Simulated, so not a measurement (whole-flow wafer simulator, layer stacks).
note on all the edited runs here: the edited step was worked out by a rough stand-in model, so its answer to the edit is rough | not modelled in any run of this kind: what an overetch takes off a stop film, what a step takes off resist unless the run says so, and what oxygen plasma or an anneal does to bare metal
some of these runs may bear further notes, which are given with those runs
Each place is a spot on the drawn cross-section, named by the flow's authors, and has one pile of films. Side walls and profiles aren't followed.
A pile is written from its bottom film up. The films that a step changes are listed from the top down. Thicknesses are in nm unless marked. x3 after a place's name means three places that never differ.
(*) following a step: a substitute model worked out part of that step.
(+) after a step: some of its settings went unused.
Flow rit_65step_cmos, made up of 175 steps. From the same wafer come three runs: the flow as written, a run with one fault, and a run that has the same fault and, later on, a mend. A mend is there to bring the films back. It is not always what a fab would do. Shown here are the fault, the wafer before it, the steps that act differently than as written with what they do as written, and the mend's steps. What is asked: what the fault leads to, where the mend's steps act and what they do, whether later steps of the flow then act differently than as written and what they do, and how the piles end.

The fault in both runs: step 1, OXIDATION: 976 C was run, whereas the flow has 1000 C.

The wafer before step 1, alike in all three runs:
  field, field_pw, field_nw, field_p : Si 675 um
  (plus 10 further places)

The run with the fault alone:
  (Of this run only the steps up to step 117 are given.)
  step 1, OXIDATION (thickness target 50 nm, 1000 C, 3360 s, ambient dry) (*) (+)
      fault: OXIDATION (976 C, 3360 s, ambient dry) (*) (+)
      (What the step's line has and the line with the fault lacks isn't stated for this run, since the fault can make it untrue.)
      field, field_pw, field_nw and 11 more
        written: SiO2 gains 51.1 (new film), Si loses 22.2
        fault: SiO2 gains 41.6 (new film), Si loses 18
  Steps further on in the flow that do not act as written (not shown: 35 more steps that differ only slightly, by at most 2% or 0.5 nm, whichever is larger):
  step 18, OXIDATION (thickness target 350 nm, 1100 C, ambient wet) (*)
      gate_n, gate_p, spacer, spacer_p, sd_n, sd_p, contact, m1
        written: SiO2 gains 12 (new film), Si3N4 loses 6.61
        fault: SiO2 gains 12 (new film), Si3N4 loses 6.61, SiO2 gains 0.02
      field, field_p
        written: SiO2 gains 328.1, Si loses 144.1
        fault: SiO2 gains 335.1, Si loses 147.1
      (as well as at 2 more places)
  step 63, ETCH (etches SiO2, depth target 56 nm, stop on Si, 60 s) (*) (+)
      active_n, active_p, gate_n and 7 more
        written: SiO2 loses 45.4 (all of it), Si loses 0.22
        fault: SiO2 loses 36 (all of it), Si loses 0.41
  The piles after step 117 are only slightly different from the flow's at the places that both follow, by no more than 2% or 0.5 nm, whichever is larger.

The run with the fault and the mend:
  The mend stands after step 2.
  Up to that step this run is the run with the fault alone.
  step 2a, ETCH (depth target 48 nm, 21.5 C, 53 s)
      field, field_pw, field_nw and 11 more
        SiO2 loses 41.6 (all of it)
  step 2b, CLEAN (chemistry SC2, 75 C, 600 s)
      field, field_pw, field_nw and 11 more
        chemical SiO2 gains 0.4 (new film), Si loses 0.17
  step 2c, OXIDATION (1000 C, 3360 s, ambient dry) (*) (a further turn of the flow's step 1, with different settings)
      field, field_pw, field_nw and 11 more
        SiO2 gains 51 (new film), chemical SiO2 loses 0.4 (all of it), Si loses 22.3
  Steps further on in the flow that do not act as written (not shown: 17 more steps that differ only slightly, by at most 2% or 0.5 nm, whichever is larger):
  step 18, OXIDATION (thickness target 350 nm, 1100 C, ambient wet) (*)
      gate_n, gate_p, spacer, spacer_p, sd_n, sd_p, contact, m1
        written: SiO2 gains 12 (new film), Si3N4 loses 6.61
        mend: SiO2 gains 12 (new film), Si3N4 loses 6.61, SiO2 gains 0.03
  The piles end only slightly different from the flow's at the places that both follow, by no more than 2% or 0.5 nm, whichever is larger.
